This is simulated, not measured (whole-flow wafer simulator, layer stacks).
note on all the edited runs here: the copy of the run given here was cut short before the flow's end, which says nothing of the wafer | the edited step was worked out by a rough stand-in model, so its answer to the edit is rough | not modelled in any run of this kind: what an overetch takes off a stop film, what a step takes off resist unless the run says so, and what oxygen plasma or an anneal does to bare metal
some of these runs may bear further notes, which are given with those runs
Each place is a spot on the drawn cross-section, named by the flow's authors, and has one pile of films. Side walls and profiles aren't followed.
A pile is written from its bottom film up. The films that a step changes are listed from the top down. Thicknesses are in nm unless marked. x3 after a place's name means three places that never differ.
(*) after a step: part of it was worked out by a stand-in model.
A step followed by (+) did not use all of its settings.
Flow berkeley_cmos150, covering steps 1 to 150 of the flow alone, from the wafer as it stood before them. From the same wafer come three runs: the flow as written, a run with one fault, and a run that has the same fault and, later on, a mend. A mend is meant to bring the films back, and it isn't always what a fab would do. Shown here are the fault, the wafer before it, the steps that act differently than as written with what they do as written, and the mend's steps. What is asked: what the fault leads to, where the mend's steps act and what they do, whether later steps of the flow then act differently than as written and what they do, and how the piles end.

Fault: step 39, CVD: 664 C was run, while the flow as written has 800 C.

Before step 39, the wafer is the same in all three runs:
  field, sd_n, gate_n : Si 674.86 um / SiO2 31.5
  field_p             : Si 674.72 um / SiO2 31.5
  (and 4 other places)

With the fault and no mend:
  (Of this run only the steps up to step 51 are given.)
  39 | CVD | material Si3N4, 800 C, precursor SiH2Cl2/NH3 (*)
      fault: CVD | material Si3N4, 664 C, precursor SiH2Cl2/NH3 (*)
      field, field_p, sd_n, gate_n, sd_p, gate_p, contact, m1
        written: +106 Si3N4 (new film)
        fault: +9.51 Si3N4 (new film)
  Later steps of the flow acting differently than as written:
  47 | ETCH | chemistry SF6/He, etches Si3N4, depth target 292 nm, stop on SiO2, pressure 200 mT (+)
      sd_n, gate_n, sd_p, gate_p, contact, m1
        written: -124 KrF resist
        fault: -19 KrF resist
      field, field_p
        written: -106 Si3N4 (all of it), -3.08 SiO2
        fault: -9.51 Si3N4 (all of it), -3.08 SiO2
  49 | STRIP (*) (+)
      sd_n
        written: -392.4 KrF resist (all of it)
        fault: -497.3 KrF resist (all of it)
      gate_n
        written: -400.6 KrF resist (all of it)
        fault: -505.6 KrF resist (all of it)
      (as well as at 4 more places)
  After step 51, at sd_n, gate_n, sd_p, gate_p, contact, m1, the piles differ from the flow's by more than 2% or 0.5 nm, whichever is larger.
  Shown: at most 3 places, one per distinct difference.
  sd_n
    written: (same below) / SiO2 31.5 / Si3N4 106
    fault: (same below) / SiO2 31.5 / Si3N4 9.51

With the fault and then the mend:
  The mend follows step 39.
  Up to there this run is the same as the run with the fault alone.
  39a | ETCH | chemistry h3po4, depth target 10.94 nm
      field, field_p, sd_n, gate_n, sd_p, gate_p, contact, m1
        -9.51 Si3N4 (all of it)
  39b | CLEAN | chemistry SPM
      alters no film at any place that is followed
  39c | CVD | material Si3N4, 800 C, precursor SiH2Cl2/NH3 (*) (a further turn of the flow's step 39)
      field, field_p, sd_n, gate_n, sd_p, gate_p, contact, m1
        +106 Si3N4 (new film)
  Every later step of the flow that is run acts as written at every place that is followed.
  The piles end the same as the flow's at every place that both follow.
